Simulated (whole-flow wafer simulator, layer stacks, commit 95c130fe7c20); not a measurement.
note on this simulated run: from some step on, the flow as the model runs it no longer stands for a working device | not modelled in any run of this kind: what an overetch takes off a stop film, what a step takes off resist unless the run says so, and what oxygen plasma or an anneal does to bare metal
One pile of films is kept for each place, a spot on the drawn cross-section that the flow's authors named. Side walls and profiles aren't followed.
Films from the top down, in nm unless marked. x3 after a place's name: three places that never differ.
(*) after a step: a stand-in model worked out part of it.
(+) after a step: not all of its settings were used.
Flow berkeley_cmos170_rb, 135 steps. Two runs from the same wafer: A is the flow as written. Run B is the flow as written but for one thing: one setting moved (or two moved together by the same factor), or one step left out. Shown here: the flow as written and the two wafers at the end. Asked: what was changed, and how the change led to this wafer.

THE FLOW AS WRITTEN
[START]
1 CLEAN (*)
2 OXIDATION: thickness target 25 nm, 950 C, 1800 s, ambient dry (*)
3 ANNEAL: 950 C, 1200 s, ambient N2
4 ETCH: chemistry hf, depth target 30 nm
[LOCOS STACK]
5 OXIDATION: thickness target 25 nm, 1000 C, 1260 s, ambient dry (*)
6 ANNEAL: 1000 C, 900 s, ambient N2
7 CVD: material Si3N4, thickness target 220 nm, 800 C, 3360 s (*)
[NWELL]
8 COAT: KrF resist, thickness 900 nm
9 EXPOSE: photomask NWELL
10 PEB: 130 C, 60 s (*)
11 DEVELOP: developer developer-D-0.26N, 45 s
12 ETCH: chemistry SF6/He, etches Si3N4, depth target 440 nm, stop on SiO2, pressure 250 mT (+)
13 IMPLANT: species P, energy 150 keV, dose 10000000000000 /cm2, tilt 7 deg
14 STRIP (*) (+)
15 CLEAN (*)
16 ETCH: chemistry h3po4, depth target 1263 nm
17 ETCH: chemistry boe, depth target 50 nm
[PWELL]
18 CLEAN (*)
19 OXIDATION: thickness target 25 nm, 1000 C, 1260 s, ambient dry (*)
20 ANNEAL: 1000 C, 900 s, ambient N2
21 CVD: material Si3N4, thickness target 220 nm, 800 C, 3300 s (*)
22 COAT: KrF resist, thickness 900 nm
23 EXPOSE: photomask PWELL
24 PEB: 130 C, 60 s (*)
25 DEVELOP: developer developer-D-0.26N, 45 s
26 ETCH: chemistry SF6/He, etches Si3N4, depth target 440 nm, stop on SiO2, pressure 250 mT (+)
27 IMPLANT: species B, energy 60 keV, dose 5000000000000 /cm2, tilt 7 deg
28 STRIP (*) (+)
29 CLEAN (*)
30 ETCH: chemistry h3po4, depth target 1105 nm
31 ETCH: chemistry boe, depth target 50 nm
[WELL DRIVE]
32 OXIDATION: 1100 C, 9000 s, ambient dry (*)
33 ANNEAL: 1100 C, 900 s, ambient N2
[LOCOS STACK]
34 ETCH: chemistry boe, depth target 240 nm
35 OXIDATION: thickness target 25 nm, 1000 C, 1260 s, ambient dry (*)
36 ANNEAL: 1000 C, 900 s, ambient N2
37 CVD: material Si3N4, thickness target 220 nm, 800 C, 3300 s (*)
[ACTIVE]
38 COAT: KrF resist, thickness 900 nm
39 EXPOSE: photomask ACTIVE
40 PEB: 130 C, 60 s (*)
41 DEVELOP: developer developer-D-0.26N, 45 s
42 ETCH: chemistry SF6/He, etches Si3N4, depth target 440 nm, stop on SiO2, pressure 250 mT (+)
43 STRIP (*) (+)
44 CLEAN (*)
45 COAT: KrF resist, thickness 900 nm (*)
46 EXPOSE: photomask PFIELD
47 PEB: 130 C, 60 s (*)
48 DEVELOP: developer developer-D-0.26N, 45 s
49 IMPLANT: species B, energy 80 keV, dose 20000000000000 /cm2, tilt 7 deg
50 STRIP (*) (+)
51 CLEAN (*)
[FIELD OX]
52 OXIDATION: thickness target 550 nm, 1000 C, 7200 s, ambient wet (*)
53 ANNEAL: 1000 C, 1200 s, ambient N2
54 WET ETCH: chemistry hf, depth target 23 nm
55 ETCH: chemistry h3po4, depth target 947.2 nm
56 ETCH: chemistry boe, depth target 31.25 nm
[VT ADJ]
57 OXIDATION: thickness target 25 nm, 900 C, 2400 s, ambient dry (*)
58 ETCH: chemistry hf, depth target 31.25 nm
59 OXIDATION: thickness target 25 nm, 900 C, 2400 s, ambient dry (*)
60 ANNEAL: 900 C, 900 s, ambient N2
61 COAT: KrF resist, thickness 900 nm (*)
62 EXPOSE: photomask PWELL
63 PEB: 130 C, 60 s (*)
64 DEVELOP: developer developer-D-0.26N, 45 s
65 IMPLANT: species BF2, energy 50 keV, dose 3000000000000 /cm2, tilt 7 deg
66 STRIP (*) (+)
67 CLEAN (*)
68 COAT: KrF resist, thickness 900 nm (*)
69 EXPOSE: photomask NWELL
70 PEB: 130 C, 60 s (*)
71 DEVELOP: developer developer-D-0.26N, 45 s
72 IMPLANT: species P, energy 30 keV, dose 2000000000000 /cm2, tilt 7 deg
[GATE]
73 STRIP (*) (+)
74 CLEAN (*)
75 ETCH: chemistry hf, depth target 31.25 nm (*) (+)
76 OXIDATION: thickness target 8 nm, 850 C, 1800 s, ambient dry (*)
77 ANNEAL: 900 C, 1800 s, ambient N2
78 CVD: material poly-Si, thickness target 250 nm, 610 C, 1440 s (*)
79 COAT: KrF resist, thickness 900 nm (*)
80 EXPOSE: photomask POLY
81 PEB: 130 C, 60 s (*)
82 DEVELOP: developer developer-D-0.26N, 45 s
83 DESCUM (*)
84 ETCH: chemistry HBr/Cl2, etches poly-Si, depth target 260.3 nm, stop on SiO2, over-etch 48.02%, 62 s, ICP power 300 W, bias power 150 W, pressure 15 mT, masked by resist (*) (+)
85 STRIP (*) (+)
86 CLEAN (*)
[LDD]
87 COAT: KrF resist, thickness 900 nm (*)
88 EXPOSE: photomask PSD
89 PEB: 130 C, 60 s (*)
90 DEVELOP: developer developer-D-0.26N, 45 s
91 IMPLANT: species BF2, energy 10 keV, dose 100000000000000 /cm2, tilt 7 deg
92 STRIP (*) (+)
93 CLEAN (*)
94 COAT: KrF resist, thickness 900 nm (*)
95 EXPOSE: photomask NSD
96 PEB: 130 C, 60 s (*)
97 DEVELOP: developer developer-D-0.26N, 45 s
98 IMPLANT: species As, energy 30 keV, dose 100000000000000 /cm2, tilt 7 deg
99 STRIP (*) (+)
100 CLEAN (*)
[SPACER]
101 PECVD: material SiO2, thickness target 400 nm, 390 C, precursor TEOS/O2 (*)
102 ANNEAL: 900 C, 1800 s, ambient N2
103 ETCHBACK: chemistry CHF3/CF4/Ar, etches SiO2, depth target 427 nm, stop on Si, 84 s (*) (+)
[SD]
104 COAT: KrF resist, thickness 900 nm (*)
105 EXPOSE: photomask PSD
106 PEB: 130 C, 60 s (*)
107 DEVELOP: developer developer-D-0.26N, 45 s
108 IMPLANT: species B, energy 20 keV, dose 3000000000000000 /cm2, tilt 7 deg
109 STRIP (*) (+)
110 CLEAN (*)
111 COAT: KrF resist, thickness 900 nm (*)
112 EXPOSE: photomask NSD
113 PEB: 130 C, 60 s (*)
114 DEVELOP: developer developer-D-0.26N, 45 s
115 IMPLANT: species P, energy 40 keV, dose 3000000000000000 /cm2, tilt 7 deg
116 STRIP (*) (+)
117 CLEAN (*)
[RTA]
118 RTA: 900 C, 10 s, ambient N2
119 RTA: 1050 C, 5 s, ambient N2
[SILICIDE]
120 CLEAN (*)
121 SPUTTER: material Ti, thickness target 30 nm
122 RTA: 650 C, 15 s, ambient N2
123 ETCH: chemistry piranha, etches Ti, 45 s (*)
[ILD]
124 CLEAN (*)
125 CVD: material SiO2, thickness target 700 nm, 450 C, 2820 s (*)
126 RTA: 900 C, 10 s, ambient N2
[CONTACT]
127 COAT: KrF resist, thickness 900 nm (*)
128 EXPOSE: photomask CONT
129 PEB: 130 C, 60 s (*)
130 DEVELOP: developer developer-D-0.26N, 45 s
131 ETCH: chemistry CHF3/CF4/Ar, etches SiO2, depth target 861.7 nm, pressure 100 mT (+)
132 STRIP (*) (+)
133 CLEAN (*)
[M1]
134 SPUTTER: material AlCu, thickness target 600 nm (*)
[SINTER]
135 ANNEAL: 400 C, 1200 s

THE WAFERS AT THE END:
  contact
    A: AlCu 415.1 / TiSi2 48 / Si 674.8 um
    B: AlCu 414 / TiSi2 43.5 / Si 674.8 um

The cause: step 131, ETCH: depth target 951.5 nm was run, where the flow has depth target 861.7 nm.

How the change led to this, step by step:
  131 ETCH: chemistry CHF3/CF4/Ar, etches SiO2, depth target 861.7 nm, pressure 100 mT (+)
      field, sd_n, spacer_n, gate, sd_p, spacer_p, gate_p, m1: A KrF resist -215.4 | B KrF resist -237.9
      contact: A SiO2 -700 (all of it), TiSi2 -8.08 | B SiO2 -700 (all of it), TiSi2 -12.6
  132 STRIP (*) (+)
      field: A KrF resist -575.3 (all of it) | B KrF resist -552.8 (all of it)
      sd_n: A KrF resist -780.4 (all of it) | B KrF resist -757.9 (all of it)
      (and at 6 more places)
